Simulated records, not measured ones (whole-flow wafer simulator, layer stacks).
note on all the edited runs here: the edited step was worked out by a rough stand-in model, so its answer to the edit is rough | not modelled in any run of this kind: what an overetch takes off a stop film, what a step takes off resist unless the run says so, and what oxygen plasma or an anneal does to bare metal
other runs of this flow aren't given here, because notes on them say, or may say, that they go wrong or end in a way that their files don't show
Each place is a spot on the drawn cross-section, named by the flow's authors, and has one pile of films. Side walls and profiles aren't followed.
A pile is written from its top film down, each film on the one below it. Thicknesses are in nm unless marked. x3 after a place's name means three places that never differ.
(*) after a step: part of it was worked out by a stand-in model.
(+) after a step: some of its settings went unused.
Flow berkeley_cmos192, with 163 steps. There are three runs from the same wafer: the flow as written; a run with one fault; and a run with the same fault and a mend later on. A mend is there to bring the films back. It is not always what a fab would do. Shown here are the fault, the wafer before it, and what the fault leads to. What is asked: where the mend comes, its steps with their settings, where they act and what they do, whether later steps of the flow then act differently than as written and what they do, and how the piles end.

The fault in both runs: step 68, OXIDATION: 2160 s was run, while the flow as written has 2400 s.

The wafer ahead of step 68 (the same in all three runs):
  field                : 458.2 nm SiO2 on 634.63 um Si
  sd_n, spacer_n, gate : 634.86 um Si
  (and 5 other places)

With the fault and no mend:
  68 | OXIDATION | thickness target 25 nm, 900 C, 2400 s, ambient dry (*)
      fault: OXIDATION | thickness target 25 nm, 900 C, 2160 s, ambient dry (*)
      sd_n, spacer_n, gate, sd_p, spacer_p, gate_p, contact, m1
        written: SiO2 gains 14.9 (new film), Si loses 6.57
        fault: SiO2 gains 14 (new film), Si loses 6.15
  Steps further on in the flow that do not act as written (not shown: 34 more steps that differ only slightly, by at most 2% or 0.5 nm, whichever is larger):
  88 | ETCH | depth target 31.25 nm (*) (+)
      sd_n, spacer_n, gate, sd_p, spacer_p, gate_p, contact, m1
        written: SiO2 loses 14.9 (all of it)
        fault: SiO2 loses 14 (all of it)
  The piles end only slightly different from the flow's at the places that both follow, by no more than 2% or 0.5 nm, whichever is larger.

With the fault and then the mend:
  After step 68 comes the mend.
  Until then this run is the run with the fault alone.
  68a | OXIDATION | thickness target 25 nm, 900 C, 240 s, ambient dry (*) (the flow's step 68 again, with other settings)
      sd_n, spacer_n, gate, sd_p, spacer_p, gate_p, contact, m1
        SiO2 gains 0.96, Si loses 0.42
      field
        SiO2 gains 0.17, Si loses 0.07
  Later steps of the flow that are run all act as written at every place that is followed.
  The piles end the same as the flow's at every place that both follow.
